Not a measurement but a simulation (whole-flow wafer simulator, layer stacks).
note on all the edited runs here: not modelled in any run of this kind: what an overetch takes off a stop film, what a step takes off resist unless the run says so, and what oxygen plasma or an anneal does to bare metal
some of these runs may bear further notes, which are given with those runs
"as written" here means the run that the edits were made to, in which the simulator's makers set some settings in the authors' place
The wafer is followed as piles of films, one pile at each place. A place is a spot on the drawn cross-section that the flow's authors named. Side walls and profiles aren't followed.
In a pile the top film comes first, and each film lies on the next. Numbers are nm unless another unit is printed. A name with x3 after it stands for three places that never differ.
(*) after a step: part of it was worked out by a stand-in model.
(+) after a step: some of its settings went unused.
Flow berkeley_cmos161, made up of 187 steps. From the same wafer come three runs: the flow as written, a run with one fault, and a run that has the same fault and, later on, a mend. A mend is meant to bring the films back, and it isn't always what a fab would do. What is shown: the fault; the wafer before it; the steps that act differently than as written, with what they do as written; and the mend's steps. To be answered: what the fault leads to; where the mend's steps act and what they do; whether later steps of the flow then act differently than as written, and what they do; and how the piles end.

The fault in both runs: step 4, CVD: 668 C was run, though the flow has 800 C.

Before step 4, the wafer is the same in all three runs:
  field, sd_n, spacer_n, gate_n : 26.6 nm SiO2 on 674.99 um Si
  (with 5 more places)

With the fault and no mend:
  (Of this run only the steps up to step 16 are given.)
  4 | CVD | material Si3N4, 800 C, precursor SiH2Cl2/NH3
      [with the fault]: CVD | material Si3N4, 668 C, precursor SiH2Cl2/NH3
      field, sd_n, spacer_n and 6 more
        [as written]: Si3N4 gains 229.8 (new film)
        [with the fault]: Si3N4 gains 22.7 (new film)
  Later steps of the flow acting differently than as written (1 other step is not shown; it differs only slightly, by no more than 2% or 0.5 nm, whichever is larger):
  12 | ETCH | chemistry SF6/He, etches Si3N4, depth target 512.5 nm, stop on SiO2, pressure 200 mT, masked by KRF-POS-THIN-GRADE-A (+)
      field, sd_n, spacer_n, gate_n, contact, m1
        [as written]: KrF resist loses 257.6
        [with the fault]: KrF resist loses 32.5
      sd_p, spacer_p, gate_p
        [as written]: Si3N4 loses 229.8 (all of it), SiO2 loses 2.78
        [with the fault]: Si3N4 loses 22.7 (all of it), SiO2 loses 2.78
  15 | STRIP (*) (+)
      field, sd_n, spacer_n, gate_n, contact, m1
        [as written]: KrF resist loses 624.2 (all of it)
        [with the fault]: KrF resist loses 849.1 (all of it)
  Once step 16 is done, the piles at field, sd_n, spacer_n, gate_n, contact, m1 depart from the flow's by more than 2% or 0.5 nm, whichever is larger.
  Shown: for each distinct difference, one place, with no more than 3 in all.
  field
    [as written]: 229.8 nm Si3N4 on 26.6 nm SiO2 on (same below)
    [with the fault]: 22.7 nm Si3N4 on 26.6 nm SiO2 on (same below)

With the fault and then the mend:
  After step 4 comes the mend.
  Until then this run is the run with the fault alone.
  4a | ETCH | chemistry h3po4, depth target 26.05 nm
      field, sd_n, spacer_n and 6 more
        Si3N4 loses 22.7 (all of it)
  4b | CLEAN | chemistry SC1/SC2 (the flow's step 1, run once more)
      leaves every film unchanged at each place that is followed
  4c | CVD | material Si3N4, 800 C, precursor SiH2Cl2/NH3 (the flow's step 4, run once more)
      field, sd_n, spacer_n and 6 more
        Si3N4 gains 229.8 (new film)
  Every later step of the flow that is run acts as written at every place that is followed.
  By the end, the piles equal the flow's at every place that both follow.
